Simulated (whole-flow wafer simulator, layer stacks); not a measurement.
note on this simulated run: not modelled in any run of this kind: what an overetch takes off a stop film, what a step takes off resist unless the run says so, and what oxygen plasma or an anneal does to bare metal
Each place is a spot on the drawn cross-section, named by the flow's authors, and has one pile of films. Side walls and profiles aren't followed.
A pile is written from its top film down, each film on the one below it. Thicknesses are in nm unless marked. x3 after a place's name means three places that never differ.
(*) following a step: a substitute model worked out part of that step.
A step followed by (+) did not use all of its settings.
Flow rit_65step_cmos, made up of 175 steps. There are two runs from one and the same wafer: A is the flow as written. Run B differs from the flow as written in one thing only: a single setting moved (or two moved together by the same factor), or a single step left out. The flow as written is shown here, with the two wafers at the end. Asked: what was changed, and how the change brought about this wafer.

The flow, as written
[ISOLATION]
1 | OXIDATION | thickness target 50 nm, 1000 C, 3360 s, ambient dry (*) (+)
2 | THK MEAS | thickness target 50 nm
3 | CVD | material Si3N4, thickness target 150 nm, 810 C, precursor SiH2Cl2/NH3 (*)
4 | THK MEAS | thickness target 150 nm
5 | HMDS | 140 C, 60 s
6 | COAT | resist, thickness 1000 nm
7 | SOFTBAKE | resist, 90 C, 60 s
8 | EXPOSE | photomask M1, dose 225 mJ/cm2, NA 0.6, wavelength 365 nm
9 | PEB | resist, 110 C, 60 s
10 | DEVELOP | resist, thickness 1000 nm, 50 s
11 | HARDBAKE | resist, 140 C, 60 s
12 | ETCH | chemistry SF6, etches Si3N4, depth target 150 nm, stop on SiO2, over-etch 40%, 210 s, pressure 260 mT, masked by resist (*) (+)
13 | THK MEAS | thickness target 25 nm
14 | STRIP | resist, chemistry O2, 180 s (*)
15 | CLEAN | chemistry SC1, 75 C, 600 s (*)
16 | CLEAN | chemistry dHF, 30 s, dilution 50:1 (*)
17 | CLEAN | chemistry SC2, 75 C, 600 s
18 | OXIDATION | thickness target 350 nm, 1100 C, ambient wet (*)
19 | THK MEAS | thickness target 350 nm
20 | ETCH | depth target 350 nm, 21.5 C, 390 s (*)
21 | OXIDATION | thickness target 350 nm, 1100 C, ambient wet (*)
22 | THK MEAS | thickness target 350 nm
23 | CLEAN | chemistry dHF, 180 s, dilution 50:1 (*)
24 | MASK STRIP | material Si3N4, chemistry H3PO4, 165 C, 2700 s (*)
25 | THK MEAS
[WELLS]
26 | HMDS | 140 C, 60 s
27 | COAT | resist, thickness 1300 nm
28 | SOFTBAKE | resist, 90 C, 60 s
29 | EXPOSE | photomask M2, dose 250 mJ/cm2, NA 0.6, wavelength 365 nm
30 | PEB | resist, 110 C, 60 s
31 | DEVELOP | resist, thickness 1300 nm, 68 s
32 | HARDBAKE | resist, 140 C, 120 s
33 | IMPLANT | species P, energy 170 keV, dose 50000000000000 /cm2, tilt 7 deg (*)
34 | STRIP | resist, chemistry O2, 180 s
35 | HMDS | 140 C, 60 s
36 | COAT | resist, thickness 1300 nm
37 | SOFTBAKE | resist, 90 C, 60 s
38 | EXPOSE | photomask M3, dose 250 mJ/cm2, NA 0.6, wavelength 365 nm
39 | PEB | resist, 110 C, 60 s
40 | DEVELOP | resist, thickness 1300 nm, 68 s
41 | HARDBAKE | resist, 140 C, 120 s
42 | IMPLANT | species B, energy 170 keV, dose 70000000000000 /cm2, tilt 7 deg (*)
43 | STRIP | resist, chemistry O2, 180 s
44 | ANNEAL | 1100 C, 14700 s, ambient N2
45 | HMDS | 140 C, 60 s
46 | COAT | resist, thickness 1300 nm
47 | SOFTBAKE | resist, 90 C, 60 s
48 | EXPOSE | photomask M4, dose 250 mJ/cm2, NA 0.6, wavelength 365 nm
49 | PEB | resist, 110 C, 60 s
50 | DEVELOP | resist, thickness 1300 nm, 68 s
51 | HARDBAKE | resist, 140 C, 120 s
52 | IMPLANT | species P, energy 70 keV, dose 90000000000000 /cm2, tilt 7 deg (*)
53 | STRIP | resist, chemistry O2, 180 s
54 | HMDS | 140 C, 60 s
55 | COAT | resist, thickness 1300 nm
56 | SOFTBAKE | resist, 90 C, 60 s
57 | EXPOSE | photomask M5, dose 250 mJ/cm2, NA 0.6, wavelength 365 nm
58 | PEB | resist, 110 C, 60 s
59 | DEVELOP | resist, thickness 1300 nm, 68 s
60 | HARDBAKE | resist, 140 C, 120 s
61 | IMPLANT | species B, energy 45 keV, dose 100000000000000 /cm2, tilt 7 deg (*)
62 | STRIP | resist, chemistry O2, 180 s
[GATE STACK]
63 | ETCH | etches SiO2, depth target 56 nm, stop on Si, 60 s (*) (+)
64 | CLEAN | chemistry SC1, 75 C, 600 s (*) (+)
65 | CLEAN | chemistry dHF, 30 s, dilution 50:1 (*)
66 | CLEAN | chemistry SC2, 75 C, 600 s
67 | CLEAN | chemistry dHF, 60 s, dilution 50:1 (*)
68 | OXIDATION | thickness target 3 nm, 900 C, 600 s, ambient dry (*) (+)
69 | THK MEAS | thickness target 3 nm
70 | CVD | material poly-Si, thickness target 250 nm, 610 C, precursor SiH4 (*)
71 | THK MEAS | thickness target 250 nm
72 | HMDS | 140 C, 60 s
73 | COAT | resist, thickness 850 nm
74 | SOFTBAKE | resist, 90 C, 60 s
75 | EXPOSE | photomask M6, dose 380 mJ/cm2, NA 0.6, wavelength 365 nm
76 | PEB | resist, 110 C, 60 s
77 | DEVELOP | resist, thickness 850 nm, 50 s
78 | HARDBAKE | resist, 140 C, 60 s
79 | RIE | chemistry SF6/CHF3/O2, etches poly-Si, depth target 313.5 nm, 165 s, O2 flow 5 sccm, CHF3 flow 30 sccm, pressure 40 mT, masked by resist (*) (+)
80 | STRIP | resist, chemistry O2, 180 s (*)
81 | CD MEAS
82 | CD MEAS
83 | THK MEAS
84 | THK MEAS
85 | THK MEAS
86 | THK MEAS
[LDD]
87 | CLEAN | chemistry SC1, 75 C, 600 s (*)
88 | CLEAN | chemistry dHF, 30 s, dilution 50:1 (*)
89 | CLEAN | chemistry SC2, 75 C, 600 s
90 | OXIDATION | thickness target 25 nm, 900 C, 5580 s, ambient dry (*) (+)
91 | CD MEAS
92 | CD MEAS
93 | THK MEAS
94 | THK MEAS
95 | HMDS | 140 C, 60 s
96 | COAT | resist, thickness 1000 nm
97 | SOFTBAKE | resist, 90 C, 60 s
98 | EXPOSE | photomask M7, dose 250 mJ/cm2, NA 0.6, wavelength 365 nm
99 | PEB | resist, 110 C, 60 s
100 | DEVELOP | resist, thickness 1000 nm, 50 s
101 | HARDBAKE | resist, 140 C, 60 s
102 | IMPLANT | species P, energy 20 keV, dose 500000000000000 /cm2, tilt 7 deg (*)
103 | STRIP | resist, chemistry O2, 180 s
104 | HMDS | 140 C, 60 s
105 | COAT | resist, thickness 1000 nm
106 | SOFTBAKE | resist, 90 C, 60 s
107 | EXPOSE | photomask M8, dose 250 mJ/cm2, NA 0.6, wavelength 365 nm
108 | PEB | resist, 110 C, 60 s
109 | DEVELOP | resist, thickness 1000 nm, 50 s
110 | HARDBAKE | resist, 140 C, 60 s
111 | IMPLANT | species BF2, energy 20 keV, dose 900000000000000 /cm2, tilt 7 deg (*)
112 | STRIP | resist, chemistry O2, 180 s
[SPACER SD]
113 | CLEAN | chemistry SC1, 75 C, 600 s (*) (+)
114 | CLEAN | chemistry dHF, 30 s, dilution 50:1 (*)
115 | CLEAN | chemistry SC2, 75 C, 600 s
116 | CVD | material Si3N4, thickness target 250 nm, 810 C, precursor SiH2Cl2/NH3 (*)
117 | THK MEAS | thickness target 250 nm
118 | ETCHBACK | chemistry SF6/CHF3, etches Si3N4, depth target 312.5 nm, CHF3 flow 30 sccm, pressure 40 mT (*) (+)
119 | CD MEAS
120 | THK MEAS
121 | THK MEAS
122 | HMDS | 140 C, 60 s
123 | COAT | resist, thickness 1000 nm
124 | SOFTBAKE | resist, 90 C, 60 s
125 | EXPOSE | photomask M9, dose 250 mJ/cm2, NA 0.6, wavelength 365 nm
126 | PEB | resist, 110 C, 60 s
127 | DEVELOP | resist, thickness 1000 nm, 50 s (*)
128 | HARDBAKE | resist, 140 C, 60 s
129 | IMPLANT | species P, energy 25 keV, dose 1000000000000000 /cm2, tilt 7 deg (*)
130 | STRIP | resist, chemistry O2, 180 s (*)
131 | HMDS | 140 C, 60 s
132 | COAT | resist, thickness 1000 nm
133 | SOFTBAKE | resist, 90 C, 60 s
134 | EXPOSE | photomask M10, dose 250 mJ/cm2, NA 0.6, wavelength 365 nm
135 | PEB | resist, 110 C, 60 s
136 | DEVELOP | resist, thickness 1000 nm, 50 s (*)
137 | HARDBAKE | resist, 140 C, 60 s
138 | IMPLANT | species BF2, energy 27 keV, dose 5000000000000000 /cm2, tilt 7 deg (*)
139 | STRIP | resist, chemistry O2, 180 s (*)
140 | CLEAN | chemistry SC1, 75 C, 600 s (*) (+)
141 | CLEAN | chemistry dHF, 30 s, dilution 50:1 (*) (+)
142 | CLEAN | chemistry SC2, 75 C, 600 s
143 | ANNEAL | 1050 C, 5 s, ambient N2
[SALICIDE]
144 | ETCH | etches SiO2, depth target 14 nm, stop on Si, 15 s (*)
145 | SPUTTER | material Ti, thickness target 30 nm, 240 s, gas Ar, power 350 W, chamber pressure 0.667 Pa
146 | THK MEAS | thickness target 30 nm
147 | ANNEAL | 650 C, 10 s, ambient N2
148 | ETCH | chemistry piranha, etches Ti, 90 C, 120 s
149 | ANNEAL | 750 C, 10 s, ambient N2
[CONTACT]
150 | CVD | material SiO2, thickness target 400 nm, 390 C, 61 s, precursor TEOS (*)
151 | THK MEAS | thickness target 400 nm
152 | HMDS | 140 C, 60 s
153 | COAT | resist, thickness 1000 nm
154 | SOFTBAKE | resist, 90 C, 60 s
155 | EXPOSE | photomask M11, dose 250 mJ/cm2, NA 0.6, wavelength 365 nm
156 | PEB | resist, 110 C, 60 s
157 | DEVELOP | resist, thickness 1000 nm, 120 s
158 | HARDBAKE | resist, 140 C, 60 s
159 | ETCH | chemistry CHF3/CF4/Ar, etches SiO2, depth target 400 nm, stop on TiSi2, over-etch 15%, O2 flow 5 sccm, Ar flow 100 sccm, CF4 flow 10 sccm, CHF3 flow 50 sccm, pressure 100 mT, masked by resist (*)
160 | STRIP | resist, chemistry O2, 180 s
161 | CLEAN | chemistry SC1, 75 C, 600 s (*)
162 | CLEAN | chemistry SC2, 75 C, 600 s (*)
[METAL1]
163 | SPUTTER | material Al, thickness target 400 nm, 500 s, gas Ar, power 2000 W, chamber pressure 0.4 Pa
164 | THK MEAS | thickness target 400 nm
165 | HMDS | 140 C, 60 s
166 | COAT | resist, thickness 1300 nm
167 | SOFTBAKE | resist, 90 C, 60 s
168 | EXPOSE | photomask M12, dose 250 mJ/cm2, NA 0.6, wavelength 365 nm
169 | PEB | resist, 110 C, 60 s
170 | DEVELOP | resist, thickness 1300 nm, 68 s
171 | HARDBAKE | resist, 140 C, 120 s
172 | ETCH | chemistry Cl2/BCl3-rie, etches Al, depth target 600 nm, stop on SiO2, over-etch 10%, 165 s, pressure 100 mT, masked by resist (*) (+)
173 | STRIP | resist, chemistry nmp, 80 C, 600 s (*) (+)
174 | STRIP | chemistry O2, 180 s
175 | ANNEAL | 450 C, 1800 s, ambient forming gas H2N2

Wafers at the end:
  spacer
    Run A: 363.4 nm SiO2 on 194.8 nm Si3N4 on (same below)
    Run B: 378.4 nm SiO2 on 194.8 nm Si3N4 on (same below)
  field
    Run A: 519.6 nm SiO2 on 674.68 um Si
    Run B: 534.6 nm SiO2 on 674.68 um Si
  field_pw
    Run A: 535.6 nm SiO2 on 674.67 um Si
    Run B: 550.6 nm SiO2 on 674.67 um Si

The reason: step 163, SPUTTER: 650 s was run, whereas the flow has 500 s.

The path from the change to this, step by step:
  163 | SPUTTER | material Al, thickness target 400 nm, 500 s, gas Ar, power 2000 W, chamber pressure 0.4 Pa
      field, field_pw, field_p, spacer, spacer_p: A Al gains 400 (new film) | B Al gains 520 (new film)
      gate_n, gate_p: A Al gains 396 (new film) | B Al gains 503.1 (new film)
      (as well as at 1 more place)
  172 | ETCH | chemistry Cl2/BCl3-rie, etches Al, depth target 600 nm, stop on SiO2, over-etch 10%, 165 s, pressure 100 mT, masked by resist (*) (+)
      field, field_pw, field_p, spacer, spacer_p: A Al loses 400 (all of it), SiO2 loses 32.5 | B Al loses 520 (all of it), SiO2 loses 17.5
      gate_n, gate_p: A Al loses 396 (all of it), SiO2 loses 33 | B Al loses 503.1 (all of it), SiO2 loses 19.6
      (as well as at 1 more place)
